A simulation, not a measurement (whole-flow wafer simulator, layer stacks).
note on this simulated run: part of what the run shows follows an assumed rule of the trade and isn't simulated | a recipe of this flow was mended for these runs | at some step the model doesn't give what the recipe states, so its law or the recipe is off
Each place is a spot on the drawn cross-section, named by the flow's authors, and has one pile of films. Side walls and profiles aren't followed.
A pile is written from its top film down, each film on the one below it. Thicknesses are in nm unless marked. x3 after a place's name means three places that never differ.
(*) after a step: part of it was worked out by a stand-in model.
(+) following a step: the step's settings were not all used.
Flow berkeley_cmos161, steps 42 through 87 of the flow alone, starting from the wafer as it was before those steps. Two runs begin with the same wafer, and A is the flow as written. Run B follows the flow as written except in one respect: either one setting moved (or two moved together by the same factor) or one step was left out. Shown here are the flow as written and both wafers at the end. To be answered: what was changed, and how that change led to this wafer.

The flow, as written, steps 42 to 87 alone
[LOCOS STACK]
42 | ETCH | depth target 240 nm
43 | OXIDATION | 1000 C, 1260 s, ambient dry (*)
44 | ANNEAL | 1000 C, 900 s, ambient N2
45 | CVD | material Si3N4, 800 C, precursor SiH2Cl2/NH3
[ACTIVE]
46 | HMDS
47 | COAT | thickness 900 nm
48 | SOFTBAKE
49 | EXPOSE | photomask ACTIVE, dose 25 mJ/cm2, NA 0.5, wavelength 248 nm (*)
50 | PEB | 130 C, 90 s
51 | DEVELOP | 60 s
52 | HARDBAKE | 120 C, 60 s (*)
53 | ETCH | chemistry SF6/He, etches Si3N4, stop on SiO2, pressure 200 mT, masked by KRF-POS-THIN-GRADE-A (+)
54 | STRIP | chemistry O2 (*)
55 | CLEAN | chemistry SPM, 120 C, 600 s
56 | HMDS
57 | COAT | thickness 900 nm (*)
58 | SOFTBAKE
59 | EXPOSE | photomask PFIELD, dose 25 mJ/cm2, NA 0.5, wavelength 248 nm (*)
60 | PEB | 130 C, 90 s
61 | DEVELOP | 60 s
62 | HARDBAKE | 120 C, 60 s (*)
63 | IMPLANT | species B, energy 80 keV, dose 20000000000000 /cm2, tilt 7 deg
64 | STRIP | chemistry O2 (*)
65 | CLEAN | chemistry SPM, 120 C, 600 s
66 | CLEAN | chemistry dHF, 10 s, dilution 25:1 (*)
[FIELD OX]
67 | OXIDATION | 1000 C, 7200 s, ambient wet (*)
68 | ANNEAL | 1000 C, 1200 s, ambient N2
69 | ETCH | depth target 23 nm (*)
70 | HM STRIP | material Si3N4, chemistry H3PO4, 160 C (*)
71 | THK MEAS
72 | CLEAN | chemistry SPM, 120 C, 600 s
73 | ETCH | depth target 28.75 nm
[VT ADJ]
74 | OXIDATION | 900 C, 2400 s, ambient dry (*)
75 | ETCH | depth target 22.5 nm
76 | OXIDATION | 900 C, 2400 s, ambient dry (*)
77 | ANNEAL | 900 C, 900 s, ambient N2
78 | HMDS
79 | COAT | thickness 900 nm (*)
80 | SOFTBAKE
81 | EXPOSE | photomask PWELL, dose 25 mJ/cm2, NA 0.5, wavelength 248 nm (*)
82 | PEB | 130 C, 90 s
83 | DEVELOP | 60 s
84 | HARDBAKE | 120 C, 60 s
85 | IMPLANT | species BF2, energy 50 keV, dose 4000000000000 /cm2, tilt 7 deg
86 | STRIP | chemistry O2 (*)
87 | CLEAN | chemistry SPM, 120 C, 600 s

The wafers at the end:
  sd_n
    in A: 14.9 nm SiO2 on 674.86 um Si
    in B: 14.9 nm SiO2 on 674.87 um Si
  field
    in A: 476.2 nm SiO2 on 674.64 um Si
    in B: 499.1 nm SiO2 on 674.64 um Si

What caused this: step 73, ETCH: depth target 5.75 nm was run, while the flow as written has depth target 28.75 nm.

How this came from the change, step by step:
  73 | ETCH | depth target 28.75 nm
      spacer_n, gate_n, spacer_p, gate_p, contact, m1: A -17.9 SiO2 (all of it) | B -5.75 SiO2
      sd_n, sd_p: A -18.1 SiO2 (all of it) | B -5.75 SiO2
      (also at 1 further place)
  74 | OXIDATION | 900 C, 2400 s, ambient dry (*)
      spacer_n, gate_n, spacer_p, gate_p, contact, m1: A +14.9 SiO2 (new film), -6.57 Si | B +11.5 SiO2, -5.07 Si
      sd_n, sd_p: A +14.9 SiO2 (new film), -6.57 Si | B +11.5 SiO2, -5.05 Si
  75 | ETCH | depth target 22.5 nm
      sd_n, spacer_n, gate_n, sd_p, spacer_p, gate_p, contact, m1: A -14.9 SiO2 (all of it) | B -22.5 SiO2
  76 | OXIDATION | 900 C, 2400 s, ambient dry (*)
      spacer_n, gate_n, spacer_p, gate_p, contact, m1: A +14.9 SiO2 (new film), -6.57 Si | B +13.8 SiO2, -6.07 Si
      sd_n, sd_p: A +14.9 SiO2 (new film), -6.57 Si | B +13.6 SiO2, -5.98 Si
